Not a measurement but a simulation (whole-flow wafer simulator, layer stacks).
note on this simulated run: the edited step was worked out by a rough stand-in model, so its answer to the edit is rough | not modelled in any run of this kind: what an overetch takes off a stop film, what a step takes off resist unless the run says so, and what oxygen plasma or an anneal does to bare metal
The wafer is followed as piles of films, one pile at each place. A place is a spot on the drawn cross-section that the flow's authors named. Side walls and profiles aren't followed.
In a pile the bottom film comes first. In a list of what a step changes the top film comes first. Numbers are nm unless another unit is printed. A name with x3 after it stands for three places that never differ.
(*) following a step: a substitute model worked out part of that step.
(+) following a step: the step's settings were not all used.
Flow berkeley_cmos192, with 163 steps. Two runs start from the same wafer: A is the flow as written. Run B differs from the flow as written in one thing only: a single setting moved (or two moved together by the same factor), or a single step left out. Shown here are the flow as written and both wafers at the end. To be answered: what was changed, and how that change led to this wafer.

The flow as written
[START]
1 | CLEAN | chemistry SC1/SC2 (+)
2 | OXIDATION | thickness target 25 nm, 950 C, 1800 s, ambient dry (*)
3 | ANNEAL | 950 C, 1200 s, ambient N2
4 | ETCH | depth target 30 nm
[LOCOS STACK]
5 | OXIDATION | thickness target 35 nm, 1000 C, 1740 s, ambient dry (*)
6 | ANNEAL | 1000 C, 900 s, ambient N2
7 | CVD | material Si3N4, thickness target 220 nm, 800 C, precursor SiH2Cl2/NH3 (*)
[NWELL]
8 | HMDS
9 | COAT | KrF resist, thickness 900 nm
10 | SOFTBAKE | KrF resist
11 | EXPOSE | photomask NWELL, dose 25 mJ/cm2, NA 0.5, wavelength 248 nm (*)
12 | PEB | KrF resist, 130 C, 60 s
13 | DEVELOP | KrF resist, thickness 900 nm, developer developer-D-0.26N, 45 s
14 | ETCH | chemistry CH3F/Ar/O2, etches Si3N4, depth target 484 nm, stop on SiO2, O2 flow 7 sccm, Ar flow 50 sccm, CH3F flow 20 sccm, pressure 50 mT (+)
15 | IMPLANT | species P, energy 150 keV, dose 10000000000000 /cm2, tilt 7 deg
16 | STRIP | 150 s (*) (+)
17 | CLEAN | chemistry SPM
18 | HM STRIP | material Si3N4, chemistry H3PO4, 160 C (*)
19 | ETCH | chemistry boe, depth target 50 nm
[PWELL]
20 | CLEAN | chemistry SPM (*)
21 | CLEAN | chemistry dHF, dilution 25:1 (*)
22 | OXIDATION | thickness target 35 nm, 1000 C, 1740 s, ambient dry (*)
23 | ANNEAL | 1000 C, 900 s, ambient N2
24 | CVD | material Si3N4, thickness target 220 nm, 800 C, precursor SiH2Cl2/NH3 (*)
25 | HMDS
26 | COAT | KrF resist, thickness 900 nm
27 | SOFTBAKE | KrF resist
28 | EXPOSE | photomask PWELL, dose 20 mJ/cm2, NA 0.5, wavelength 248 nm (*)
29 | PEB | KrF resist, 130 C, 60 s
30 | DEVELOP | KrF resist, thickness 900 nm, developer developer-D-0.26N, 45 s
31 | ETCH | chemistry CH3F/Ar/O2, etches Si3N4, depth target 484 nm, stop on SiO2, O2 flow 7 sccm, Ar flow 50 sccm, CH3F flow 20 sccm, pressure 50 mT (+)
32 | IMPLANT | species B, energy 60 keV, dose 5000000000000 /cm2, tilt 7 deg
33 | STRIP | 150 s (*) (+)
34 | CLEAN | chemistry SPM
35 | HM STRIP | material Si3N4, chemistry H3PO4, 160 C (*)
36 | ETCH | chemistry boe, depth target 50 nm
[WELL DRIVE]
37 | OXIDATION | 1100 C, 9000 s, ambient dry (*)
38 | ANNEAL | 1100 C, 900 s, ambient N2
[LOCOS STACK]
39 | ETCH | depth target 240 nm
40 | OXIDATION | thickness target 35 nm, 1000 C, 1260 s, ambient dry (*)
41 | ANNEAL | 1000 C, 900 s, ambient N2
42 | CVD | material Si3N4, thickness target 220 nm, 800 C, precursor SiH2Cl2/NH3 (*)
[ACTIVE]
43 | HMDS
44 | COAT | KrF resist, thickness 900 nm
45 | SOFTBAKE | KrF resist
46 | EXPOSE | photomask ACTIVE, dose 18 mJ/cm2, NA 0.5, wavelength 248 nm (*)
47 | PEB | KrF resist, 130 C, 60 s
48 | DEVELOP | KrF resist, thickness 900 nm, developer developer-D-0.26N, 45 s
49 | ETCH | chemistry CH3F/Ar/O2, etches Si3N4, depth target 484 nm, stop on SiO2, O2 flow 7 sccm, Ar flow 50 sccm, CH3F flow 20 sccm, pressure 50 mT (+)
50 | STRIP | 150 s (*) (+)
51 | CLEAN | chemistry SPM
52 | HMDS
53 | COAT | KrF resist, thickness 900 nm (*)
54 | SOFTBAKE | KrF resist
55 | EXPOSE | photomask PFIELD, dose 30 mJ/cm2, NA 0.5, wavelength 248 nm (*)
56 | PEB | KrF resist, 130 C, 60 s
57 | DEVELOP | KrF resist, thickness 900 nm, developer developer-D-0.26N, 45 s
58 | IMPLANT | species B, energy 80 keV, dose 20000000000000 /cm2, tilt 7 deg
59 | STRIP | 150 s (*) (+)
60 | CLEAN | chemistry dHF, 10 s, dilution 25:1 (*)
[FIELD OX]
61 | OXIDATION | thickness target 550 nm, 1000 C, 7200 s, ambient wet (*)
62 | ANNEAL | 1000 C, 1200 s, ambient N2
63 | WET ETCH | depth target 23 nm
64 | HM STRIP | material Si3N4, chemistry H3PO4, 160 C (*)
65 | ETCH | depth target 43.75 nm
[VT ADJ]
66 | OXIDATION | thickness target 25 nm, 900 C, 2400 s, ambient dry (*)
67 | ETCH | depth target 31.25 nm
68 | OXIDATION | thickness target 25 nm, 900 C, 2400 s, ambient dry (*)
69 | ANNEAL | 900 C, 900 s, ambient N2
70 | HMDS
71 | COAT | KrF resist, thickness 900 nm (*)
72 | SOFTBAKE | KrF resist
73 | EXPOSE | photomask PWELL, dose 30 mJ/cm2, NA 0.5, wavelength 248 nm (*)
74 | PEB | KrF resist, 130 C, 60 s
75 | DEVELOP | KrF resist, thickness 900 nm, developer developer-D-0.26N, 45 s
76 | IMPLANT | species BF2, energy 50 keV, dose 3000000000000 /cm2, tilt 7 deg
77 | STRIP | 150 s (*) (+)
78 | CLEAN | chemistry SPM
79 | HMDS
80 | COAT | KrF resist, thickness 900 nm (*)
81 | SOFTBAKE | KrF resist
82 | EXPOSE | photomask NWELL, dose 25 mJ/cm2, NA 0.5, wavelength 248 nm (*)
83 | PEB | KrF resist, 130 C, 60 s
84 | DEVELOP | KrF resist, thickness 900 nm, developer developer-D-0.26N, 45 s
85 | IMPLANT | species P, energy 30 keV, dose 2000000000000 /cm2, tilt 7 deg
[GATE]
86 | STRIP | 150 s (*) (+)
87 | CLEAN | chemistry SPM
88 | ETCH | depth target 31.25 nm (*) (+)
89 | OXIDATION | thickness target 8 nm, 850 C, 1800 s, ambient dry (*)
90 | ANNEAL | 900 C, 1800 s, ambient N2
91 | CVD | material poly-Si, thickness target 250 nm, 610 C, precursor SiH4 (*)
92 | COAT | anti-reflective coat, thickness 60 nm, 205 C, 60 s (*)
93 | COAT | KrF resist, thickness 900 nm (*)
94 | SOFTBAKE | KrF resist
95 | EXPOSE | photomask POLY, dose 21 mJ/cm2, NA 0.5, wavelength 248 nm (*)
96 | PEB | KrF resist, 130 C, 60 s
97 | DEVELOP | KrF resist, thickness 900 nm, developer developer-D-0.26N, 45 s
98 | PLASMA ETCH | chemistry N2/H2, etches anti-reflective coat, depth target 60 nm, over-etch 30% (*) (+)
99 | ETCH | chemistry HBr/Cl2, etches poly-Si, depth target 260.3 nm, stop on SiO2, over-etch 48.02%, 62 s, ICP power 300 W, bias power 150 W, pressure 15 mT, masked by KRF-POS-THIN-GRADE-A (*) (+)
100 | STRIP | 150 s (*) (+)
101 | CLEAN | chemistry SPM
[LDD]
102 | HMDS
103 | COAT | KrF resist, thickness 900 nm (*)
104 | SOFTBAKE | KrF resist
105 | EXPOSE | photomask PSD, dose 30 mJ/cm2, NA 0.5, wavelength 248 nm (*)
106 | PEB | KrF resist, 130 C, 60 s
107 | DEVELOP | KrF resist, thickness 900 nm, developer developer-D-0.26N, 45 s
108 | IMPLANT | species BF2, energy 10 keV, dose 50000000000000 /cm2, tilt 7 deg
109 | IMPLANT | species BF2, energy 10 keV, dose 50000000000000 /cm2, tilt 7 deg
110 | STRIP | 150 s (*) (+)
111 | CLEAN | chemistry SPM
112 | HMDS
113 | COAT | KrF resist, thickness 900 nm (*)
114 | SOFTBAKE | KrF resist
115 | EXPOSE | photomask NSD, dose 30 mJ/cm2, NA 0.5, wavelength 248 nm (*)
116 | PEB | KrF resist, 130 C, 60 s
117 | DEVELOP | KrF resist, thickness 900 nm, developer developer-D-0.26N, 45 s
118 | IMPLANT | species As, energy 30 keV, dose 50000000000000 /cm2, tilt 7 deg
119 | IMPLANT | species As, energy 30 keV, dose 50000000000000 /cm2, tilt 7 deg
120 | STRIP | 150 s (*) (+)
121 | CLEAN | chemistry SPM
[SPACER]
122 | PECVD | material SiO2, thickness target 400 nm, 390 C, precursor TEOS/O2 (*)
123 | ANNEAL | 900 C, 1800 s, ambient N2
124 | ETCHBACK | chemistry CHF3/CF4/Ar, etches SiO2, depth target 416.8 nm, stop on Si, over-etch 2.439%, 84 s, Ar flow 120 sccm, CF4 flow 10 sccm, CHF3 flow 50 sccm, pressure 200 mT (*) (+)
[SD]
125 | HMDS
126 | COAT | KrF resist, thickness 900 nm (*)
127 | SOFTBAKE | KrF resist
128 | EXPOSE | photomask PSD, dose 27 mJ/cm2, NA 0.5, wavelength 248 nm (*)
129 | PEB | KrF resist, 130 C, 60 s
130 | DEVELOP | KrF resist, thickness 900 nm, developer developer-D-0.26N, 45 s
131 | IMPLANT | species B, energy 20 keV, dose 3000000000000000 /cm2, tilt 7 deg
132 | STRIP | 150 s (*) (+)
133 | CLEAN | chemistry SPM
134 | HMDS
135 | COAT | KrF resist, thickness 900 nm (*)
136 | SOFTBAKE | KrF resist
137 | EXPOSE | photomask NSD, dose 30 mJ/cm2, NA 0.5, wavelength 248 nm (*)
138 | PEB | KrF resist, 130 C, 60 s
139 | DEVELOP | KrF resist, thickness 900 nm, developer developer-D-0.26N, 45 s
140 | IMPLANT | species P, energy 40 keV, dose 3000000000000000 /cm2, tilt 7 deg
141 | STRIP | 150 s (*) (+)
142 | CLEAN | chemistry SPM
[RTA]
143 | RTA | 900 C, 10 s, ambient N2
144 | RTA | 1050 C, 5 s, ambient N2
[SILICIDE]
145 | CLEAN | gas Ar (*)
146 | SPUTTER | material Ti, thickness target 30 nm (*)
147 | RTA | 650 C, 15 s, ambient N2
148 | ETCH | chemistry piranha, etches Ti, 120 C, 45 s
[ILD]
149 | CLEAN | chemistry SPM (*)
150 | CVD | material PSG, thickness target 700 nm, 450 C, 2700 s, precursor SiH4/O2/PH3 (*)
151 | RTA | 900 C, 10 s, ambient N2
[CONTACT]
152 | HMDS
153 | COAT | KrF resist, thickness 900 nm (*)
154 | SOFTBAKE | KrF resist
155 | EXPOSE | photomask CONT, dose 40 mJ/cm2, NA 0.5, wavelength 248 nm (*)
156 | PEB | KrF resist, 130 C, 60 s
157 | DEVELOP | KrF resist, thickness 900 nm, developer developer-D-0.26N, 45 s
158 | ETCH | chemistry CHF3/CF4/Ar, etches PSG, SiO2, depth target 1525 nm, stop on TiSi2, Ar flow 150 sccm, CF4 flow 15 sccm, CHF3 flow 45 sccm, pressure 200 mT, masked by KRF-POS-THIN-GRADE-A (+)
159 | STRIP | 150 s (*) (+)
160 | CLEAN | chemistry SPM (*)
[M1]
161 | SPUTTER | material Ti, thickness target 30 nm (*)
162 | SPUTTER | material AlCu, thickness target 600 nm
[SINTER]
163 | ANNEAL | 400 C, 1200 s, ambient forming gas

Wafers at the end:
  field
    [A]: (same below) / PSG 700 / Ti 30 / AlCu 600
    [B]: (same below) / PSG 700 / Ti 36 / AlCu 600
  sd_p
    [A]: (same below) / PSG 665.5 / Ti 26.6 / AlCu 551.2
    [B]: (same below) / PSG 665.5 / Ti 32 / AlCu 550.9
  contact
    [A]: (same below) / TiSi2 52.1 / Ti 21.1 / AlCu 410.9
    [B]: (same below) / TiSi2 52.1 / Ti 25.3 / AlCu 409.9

What caused this: step 161, SPUTTER: thickness target 36 nm was run, though the flow has thickness target 30 nm.
The wafer lets one read it off: field has Ti 36, and step 161 as written asks for 30 nm.

The path from the change to this, step by step:
  161 | SPUTTER | material Ti, thickness target 30 nm (*)
      field, sd_n, spacer_n, gate, spacer_p, gate_p, m1: A +30 Ti (new film) | B +36 Ti (new film)
      sd_p: A +26.6 Ti (new film) | B +32 Ti (new film)
      (as well as at 1 more place)
